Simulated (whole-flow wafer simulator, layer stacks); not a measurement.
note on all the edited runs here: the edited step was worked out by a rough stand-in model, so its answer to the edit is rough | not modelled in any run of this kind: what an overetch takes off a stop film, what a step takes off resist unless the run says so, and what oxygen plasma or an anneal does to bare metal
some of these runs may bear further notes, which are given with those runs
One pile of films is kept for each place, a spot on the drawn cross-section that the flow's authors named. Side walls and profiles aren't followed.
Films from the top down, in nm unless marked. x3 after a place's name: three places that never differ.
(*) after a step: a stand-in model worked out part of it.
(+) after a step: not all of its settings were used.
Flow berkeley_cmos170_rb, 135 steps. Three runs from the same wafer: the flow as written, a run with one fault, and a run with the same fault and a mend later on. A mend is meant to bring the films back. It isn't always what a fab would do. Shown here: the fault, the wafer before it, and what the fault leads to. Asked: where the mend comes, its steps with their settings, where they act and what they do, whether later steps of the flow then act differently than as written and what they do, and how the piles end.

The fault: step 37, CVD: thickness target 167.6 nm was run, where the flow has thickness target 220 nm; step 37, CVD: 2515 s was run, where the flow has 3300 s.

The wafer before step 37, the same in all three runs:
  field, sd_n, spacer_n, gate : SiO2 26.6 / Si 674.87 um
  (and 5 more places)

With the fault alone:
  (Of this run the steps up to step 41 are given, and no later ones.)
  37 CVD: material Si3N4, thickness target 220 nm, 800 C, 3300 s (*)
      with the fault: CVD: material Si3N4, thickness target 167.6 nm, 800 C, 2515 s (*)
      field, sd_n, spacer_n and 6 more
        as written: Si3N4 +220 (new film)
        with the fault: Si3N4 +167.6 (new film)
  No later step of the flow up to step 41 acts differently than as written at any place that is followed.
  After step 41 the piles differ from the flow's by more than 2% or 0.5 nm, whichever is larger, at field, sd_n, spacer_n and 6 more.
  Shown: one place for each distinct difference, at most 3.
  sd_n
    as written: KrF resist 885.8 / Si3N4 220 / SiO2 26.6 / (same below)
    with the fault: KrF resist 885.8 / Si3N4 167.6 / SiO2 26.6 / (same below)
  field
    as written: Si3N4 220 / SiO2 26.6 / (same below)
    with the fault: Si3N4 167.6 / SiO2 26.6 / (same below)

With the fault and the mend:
  The mend comes after step 41.
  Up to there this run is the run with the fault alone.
  41a STRIP (*) (+)
      sd_n, spacer_n, gate, sd_p, spacer_p, gate_p, contact, m1
        KrF resist -885.8 (all of it)
  41b CLEAN (*)
      changes no film at any place that is followed
  41c CVD: material Si3N4, thickness target 52.36 nm, 800 C, 785 s (*) (the flow's step 37 once more, with other settings)
      field, sd_n, spacer_n and 6 more
        Si3N4 +52.4
  41d COAT: KrF resist, thickness 900 nm (the flow's step 38 once more)
      field, sd_n, spacer_n and 6 more
        KrF resist +900 (new film)
  41e EXPOSE: photomask ACTIVE (the flow's step 39 once more)
      changes no film at any place that is followed
  41f PEB: 130 C, 60 s (*) (the flow's step 40 once more)
      changes no film at any place that is followed
  41g DEVELOP: developer developer-D-0.26N, 45 s (the flow's step 41 once more)
      sd_n, spacer_n, gate, sd_p, spacer_p, gate_p, contact, m1
        KrF resist -14.2
      field
        KrF resist -900 (all of it)
  No later step of the flow acts differently than as written, at any place that is followed, by more than 2% or 0.5 nm, whichever is larger.
  At the end the piles are the same as the flow's at every place that both follow.
